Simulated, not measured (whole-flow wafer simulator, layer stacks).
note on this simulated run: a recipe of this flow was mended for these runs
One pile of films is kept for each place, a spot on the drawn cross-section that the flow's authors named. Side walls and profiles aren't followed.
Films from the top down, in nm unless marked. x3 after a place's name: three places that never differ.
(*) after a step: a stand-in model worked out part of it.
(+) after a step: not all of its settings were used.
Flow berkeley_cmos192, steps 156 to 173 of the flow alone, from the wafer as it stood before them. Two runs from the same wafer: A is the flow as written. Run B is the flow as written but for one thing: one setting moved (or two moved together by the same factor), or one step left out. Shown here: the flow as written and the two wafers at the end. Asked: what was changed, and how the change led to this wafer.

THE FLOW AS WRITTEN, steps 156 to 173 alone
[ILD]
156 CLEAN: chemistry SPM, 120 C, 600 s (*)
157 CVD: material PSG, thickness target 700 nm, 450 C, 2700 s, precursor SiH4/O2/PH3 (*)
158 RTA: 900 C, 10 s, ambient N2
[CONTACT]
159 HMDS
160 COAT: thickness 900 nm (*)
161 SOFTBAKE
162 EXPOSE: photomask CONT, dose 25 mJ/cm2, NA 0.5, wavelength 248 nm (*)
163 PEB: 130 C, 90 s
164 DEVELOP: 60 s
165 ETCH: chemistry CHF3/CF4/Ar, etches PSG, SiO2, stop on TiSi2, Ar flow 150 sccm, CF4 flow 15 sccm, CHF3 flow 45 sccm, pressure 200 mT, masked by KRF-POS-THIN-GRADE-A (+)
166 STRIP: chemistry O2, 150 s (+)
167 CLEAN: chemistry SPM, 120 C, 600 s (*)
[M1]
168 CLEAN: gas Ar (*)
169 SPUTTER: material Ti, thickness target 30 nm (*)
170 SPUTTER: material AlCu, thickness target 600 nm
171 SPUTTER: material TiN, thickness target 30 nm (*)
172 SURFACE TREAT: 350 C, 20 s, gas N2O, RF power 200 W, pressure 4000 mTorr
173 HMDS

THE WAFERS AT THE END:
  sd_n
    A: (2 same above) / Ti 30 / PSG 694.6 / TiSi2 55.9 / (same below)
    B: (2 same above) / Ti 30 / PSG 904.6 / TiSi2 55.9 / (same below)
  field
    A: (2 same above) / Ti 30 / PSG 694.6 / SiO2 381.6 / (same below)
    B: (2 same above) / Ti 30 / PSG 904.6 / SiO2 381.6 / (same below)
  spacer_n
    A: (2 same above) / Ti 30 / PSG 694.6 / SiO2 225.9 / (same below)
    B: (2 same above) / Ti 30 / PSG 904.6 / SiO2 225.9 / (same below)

The cause: step 157, CVD: thickness target 910 nm was run, where the flow has thickness target 700 nm; step 157, CVD: 3510 s was run, where the flow has 2700 s.

How the change led to this, step by step:
  157 CVD: material PSG, thickness target 700 nm, 450 C, 2700 s, precursor SiH4/O2/PH3 (*)
      field, sd_n, spacer_n, gate, spacer_p, gate_p, contact, m1: A PSG +700 (new film) | B PSG +910 (new film)
      sd_p: A PSG +668 (new film) | B PSG +910 (new film)
  160 COAT: thickness 900 nm (*)
      sd_p: A KrF-resist +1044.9 (new film) | B KrF-resist +1022.8 (new film)
  165 ETCH: chemistry CHF3/CF4/Ar, etches PSG, SiO2, stop on TiSi2, Ar flow 150 sccm, CF4 flow 15 sccm, CHF3 flow 45 sccm, pressure 200 mT, masked by KRF-POS-THIN-GRADE-A (+)
      field, sd_n, spacer_n, gate, sd_p, spacer_p, gate_p, m1: A KrF-resist -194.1 | B KrF-resist -246.6
      contact: A PSG -700 (all of it), TiSi2 -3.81 | B PSG -910 (all of it), TiSi2 -3.81
  166 STRIP: chemistry O2, 150 s (+)
      field: A KrF-resist -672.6 (all of it) | B KrF-resist -622.6 (all of it)
      sd_n: A KrF-resist -784.4 (all of it) | B KrF-resist -734.3 (all of it)
      (and at 6 more places)
  169 SPUTTER: material Ti, thickness target 30 nm (*)
      sd_p: A Ti +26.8 (new film) | B Ti +27.4 (new film)
      contact: A Ti +21.1 (new film) | B Ti +18.8 (new film)
  170 SPUTTER: material AlCu, thickness target 600 nm
      sd_p: A AlCu +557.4 (new film) | B AlCu +571.3 (new film)
      contact: A AlCu +411.7 (new film) | B AlCu +363 (new film)
  171 SPUTTER: material TiN, thickness target 30 nm (*)
      sd_p: A TiN +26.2 (new film) | B TiN +27 (new film)
      contact: A TiN +16 (new film) | B TiN +13.4 (new film)
